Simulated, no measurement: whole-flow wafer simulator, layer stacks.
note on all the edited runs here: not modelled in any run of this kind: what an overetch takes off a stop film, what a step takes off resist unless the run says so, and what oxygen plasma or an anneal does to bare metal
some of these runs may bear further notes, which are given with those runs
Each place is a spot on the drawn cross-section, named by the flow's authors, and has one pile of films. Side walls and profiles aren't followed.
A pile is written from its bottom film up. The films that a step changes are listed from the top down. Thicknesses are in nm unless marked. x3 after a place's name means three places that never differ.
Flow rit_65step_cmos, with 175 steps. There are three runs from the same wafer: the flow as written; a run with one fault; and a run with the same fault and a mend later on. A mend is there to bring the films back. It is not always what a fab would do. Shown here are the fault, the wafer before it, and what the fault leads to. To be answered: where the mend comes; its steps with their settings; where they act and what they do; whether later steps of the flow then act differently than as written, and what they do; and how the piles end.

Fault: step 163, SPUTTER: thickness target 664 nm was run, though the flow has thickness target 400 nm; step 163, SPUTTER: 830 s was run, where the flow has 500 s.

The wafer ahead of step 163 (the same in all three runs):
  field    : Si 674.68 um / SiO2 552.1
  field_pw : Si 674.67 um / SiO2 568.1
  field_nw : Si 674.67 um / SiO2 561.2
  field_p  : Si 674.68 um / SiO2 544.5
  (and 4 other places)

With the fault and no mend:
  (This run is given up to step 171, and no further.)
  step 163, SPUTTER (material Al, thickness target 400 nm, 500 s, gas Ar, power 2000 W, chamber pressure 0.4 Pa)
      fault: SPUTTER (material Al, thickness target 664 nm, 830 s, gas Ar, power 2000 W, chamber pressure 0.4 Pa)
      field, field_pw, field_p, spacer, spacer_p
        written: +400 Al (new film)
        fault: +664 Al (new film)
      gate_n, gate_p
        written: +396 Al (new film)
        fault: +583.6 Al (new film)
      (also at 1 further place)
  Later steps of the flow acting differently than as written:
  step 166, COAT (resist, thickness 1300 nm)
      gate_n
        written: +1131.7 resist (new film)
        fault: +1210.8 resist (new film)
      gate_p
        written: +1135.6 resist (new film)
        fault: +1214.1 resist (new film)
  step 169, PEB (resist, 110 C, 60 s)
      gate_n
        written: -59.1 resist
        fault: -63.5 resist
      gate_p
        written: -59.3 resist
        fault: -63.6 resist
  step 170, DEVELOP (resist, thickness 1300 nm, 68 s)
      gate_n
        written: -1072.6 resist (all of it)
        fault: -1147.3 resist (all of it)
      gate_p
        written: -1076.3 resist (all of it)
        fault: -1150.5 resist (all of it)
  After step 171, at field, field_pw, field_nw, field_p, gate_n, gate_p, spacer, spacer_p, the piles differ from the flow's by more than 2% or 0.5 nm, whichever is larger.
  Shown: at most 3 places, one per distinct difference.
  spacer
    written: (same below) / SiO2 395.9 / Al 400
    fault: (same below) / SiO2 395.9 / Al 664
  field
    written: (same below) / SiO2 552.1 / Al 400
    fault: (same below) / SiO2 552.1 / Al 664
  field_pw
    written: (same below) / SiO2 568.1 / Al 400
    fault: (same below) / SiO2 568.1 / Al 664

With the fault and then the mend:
  The mend stands after step 164.
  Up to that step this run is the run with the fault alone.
  step 164a, ETCH (chemistry al pan, depth target 749.9 nm)
      field, field_pw, field_nw, field_p, spacer, spacer_p
        -664 Al (all of it)
      gate_n, gate_p
        -583.6 Al (all of it)
  step 164b, SPUTTER (material Al, thickness target 400 nm, 500 s, gas Ar, power 2000 W, chamber pressure 0.4 Pa) (the flow's step 163 again)
      field, field_pw, field_p, spacer, spacer_p
        +400 Al (new film)
      gate_n, gate_p
        +396 Al (new film)
      field_nw
        +397.2 Al (new film)
  Later steps of the flow that are run all act as written at every place that is followed.
  By the end, the piles equal the flow's at every place that both follow.
